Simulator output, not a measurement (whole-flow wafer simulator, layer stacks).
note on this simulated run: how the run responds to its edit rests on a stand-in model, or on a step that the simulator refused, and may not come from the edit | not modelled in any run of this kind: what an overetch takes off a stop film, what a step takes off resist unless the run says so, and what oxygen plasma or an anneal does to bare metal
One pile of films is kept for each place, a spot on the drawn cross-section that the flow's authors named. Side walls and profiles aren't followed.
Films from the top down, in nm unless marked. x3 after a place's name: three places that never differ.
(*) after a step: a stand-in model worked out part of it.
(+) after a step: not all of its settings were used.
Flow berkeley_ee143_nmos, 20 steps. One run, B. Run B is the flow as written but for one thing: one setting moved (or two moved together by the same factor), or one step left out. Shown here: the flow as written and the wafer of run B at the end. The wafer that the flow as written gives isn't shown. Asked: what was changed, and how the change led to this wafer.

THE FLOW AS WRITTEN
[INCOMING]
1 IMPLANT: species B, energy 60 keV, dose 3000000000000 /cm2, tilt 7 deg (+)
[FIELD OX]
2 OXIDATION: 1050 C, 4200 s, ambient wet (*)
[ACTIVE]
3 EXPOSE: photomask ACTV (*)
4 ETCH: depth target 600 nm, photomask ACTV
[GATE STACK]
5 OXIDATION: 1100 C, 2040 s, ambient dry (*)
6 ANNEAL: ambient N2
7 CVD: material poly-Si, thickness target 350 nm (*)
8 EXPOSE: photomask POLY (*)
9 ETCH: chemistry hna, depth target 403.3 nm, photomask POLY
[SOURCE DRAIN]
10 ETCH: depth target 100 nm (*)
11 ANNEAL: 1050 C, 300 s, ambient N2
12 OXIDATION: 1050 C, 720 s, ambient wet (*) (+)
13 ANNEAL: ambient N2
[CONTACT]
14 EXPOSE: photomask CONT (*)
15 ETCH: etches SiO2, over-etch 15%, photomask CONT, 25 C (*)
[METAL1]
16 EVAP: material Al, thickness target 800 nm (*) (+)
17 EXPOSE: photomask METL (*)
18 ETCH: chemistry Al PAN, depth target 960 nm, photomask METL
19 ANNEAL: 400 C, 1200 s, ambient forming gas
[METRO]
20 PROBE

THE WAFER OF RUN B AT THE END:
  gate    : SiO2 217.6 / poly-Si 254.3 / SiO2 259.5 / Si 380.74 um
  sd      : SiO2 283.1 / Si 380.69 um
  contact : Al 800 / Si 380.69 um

The cause: step 4, ETCH: depth target 330 nm was run, where the flow has depth target 600 nm.

How the change led to this, step by step:
  4 ETCH: depth target 600 nm, photomask ACTV
      gate, sd, contact: SiO2 -330 (as written it would be: SiO2 -566.4 (all of it))
  5 OXIDATION: 1100 C, 2040 s, ambient dry (*)
      gate, sd, contact: SiO2 +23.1, Si -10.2 (as written it would be: SiO2 +79.7 (new film), Si -35.1)
  10 ETCH: depth target 100 nm (*)
      sd, contact: SiO2 -100 (as written it would be: SiO2 -79.7 (all of it))
  12 OXIDATION: 1050 C, 720 s, ambient wet (*) (+)
      sd, contact: SiO2 +123.7, Si -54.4 (as written it would be: SiO2 +189.4 (new film), Si -83.4)
  15 ETCH: etches SiO2, over-etch 15%, photomask CONT, 25 C (*)
      contact: SiO2 -283.1 (all of it) (as written it would be: SiO2 -189.4 (all of it))
